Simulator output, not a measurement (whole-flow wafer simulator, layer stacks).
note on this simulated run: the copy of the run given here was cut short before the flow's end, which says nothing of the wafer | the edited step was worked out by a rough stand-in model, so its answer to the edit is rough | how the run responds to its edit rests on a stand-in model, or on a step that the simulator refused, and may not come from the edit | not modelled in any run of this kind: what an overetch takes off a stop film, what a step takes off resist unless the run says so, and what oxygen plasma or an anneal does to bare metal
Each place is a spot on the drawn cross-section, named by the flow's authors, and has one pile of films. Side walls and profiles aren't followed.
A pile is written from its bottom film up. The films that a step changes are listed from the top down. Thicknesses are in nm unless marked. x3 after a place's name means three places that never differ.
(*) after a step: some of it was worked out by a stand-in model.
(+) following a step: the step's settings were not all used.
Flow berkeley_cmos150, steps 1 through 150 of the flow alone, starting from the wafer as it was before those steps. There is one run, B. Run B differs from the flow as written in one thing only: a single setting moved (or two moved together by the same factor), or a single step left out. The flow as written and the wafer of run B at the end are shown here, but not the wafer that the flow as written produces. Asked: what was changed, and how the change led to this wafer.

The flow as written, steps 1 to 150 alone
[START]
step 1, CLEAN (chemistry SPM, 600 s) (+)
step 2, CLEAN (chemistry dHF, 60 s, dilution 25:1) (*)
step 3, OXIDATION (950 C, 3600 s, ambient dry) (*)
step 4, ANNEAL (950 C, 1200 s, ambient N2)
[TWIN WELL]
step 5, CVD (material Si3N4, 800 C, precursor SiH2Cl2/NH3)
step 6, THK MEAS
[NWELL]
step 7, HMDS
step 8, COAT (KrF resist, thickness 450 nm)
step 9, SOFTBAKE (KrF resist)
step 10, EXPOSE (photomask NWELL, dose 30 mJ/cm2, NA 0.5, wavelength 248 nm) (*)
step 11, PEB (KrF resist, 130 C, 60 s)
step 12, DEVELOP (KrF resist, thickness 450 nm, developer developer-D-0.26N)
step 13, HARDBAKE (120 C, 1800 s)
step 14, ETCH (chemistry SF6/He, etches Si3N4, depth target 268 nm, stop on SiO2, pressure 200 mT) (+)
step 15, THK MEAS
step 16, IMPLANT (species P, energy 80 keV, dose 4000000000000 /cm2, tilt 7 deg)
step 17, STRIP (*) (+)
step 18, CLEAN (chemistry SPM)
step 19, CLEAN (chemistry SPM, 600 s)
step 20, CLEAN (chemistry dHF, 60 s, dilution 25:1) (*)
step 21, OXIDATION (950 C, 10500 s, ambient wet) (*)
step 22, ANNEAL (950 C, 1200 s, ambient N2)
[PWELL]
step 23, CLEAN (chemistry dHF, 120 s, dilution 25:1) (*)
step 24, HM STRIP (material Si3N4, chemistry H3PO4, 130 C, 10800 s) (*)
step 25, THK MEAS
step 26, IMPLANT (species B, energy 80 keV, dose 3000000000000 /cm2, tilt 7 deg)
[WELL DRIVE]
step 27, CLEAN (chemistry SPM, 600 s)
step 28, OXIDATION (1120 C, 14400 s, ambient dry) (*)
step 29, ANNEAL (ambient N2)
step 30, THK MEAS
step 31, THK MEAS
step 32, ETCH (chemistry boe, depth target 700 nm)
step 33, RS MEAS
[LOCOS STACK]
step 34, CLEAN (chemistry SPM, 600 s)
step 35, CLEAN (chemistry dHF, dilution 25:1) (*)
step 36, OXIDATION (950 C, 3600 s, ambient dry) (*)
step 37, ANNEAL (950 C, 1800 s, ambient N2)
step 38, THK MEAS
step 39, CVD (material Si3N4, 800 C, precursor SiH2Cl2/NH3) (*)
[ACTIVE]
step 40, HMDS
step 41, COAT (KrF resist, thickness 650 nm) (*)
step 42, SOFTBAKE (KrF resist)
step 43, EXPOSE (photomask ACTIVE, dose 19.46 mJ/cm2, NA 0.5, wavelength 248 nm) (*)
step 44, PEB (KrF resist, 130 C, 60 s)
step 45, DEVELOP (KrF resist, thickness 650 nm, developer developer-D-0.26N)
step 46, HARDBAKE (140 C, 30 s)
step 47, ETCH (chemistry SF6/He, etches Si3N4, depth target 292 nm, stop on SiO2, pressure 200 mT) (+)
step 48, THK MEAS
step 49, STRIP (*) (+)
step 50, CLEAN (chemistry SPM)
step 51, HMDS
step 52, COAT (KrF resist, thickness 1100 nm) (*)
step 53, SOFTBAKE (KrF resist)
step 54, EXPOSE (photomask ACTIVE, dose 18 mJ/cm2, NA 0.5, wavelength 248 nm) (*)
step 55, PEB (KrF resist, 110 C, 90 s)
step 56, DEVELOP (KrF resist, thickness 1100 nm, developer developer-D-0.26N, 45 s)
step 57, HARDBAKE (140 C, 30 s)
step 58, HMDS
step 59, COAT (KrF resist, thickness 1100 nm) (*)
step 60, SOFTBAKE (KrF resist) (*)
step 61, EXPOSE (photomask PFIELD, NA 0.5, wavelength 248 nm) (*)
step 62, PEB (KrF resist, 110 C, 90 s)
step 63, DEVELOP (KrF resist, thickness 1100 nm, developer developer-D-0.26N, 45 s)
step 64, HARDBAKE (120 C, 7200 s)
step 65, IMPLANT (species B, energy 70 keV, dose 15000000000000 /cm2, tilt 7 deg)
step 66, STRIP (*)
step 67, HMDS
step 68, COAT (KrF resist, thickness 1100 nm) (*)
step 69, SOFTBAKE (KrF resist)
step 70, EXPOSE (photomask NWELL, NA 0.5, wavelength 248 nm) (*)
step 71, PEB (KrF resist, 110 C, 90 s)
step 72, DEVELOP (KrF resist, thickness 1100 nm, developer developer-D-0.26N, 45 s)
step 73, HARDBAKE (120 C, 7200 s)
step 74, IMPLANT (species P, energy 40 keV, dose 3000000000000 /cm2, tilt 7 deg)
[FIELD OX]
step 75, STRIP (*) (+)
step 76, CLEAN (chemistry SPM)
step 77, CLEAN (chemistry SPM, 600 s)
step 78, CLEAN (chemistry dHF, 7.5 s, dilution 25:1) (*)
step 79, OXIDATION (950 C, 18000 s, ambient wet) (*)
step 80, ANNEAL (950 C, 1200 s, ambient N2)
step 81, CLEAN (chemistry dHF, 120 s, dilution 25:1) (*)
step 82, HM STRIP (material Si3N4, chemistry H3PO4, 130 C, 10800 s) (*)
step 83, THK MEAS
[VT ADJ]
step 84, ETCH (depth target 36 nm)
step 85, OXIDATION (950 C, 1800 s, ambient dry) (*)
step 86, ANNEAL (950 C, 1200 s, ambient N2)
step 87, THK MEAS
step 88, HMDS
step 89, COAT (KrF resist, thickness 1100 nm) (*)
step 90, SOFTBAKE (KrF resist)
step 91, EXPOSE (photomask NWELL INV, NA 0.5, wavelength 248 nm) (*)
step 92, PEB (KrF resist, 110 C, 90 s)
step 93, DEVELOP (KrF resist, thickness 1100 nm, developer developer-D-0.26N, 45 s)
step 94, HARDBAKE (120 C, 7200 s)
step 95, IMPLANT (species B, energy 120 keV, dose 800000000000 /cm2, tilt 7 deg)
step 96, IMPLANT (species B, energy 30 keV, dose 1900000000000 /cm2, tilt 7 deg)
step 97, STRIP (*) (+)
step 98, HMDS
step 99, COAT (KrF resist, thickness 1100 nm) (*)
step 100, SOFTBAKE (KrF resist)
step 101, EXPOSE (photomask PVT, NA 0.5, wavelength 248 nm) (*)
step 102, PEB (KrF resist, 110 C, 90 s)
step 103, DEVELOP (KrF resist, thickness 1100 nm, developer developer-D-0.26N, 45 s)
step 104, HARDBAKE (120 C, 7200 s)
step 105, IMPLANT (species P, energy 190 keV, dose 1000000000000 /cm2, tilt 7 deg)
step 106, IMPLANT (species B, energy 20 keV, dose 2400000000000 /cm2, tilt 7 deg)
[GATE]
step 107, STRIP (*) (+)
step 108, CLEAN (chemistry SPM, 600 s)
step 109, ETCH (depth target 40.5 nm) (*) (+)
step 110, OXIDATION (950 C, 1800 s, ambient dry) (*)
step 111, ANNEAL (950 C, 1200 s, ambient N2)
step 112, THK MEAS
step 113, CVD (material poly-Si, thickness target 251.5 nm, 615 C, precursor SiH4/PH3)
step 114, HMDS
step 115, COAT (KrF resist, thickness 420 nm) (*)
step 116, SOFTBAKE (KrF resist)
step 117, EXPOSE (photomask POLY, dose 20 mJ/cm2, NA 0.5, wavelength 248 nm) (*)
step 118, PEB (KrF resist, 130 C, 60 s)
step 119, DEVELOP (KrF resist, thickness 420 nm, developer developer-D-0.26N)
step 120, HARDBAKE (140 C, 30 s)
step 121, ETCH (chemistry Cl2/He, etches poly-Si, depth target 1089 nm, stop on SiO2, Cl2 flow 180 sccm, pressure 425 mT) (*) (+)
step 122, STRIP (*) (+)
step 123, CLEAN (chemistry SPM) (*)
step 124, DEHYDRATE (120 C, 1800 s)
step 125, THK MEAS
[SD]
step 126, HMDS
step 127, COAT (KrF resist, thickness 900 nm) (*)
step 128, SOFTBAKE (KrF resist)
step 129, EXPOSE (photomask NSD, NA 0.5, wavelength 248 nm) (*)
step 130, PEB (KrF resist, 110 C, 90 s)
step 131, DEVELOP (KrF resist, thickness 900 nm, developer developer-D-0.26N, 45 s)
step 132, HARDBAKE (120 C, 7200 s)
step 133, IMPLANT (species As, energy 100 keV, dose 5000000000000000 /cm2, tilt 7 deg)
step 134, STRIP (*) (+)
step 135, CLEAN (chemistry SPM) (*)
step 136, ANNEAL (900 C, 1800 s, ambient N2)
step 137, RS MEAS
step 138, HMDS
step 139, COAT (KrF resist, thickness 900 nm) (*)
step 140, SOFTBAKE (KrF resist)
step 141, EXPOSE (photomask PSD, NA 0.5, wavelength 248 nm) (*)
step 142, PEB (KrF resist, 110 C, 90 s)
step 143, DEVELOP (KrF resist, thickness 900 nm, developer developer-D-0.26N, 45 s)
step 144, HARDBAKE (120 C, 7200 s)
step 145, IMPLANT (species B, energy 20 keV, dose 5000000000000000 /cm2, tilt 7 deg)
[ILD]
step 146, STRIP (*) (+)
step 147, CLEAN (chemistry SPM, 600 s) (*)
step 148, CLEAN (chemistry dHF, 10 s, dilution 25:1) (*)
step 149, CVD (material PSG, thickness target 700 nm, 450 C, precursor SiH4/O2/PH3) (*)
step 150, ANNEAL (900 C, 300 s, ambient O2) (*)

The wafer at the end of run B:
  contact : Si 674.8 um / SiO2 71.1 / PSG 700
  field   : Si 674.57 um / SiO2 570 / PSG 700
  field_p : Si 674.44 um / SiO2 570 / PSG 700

Cause: step 36, OXIDATION: 1140 C was run, though the flow has 950 C.

How this came from the change, step by step:
  step 36, OXIDATION (950 C, 3600 s, ambient dry) (*)
      field, field_p, sd_n, gate_n, sd_p, gate_p, contact, m1: SiO2 gains 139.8 (new film), Si loses 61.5 (it would be, as written: SiO2 gains 31.5 (new film), Si loses 13.8)
  step 41, COAT (KrF resist, thickness 650 nm) (*)
      field: KrF resist gains 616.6 (new film) (it would be, as written: KrF resist gains 646.4 (new film))
  step 45, DEVELOP (KrF resist, thickness 650 nm, developer developer-D-0.26N)
      field: KrF resist loses 615.7 (all of it) (it would be, as written: KrF resist loses 645.4 (all of it))
  step 79, OXIDATION (950 C, 18000 s, ambient wet) (*)
      sd_n: SiO2 gains 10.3 (new film), Si3N4 loses 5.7 (it would be, as written: SiO2 gains 10.3 (new film), Si3N4 loses 5.7, SiO2 gains 34.7, Si loses 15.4)
      field: SiO2 gains 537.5, Si loses 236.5 (it would be, as written: SiO2 gains 598.1, Si loses 263.1)
      (also at 1 further place)
  step 84, ETCH (depth target 36 nm)
      gate_n, sd_p, gate_p, contact, m1: SiO2 loses 36 (it would be, as written: SiO2 loses 29.6 (all of it))
  step 85, OXIDATION (950 C, 1800 s, ambient dry) (*)
      gate_n, sd_p, gate_p, contact, m1: SiO2 gains 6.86, Si loses 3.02 (it would be, as written: SiO2 gains 20.4 (new film), Si loses 8.98)
      sd_n: SiO2 gains 6.86, Si loses 3.02 (it would be, as written: SiO2 gains 12.2, Si loses 5.35)
  step 109, ETCH (depth target 40.5 nm) (*) (+)
      gate_n, sd_p, gate_p, contact, m1: SiO2 loses 40.5 (it would be, as written: SiO2 loses 20.4 (all of it))
      sd_n: SiO2 loses 40.5 (it would be, as written: SiO2 loses 40.4 (all of it))
  step 110, OXIDATION (950 C, 1800 s, ambient dry) (*)
      sd_n, gate_n, sd_p, gate_p, contact, m1: SiO2 gains 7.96, Si loses 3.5 (it would be, as written: SiO2 gains 20.4 (new film), Si loses 8.98)
  step 122, STRIP (*) (+)
      gate_n: chemical SiO2 gains 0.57 (new film), KrF resist loses 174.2 (all of it), poly-Si loses 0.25 (it would be, as written: chemical SiO2 gains 0.57 (new film), KrF resist loses 169.8 (all of it), poly-Si loses 0.25)
